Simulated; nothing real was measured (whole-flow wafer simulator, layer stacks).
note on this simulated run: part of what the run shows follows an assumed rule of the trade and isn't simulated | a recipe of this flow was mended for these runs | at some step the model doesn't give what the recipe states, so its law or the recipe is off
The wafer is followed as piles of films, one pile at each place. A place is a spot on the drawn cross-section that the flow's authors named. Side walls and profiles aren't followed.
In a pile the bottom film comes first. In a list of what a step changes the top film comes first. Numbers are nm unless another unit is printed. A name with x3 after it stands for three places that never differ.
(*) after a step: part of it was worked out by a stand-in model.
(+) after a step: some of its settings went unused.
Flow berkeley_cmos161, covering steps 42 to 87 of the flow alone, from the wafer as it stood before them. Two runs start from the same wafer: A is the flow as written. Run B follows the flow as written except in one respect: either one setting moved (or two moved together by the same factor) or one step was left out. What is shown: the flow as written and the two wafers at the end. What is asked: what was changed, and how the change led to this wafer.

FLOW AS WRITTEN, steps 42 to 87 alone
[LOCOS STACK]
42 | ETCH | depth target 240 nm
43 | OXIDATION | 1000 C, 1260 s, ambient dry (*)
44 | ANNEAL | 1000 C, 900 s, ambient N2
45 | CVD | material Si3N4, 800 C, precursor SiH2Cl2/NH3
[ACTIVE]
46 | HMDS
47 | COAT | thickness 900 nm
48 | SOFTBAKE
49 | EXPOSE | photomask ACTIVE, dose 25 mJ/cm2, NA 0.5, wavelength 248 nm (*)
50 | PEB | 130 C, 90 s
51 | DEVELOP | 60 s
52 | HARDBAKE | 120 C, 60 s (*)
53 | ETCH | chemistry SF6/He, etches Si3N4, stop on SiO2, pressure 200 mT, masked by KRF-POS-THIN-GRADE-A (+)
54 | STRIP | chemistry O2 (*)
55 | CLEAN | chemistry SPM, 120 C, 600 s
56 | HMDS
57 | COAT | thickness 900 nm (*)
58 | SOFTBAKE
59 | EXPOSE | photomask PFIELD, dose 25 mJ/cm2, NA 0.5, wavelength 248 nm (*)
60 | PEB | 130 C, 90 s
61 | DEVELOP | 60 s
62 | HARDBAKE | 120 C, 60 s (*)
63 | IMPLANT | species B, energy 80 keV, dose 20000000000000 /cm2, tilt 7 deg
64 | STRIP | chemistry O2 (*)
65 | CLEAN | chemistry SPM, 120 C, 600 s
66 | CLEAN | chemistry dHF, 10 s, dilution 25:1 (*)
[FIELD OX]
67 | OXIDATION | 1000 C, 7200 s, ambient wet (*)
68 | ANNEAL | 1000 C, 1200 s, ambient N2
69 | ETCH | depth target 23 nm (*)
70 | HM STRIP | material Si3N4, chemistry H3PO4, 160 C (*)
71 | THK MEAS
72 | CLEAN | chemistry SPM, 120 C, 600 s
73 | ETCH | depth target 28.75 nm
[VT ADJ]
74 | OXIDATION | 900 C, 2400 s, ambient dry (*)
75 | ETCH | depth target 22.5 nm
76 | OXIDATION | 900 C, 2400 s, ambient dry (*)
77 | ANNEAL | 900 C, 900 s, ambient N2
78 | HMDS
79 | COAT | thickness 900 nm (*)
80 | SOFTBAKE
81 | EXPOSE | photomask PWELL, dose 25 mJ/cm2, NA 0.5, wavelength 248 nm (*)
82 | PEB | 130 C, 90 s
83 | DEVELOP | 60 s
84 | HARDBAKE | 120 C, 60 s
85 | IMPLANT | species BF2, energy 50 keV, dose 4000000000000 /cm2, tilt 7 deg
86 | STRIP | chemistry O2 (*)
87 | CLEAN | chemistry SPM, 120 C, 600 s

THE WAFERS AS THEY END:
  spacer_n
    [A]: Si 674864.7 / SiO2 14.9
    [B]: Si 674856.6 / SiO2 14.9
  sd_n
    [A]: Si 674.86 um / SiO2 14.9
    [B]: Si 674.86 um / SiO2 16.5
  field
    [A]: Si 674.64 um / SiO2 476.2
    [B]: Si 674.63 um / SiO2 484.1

The reason: step 43, OXIDATION: 3780 s was run, though the flow has 1260 s.

How this came from the change, step by step:
  43 | OXIDATION | 1000 C, 1260 s, ambient dry (*)
      field, sd_n, spacer_n and 6 more: A +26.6 SiO2 (new film), -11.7 Si | B +50.4 SiO2 (new film), -22.2 Si
  67 | OXIDATION | 1000 C, 7200 s, ambient wet (*)
      field: A +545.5 SiO2, -240 Si | B +529.5 SiO2, -233 Si
      sd_n: A +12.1 SiO2 (new film), -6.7 Si3N4, +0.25 SiO2, -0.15 Si | B +12.1 SiO2 (new film), -6.7 Si3N4, +4.11 SiO2, -1.76 Si
      (and at 1 other place as well)
  73 | ETCH | depth target 28.75 nm
      spacer_n, gate_n, spacer_p, gate_p, m1: A -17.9 SiO2 (all of it) | B -28.8 SiO2
      sd_n, sd_p: A -18.1 SiO2 (all of it) | B -28.8 SiO2
      (and at 1 other place as well)
  74 | OXIDATION | 900 C, 2400 s, ambient dry (*)
      spacer_n, gate_n, spacer_p, gate_p, contact, m1: A +14.9 SiO2 (new film), -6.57 Si | B +11.4 SiO2, -5 Si
      sd_n: A +14.9 SiO2 (new film), -6.57 Si | B +10.6 SiO2, -4.68 Si
      (and at 1 other place as well)
  75 | ETCH | depth target 22.5 nm
      sd_n, spacer_n, gate_n, sd_p, spacer_p, gate_p, contact, m1: A -14.9 SiO2 (all of it) | B -22.5 SiO2
  76 | OXIDATION | 900 C, 2400 s, ambient dry (*)
      spacer_n, gate_n, spacer_p, gate_p, contact, m1: A +14.9 SiO2 (new film), -6.57 Si | B +13.1 SiO2, -5.76 Si
      sd_n: A +14.9 SiO2 (new film), -6.57 Si | B +11.3 SiO2, -4.96 Si
      (and at 1 other place as well)
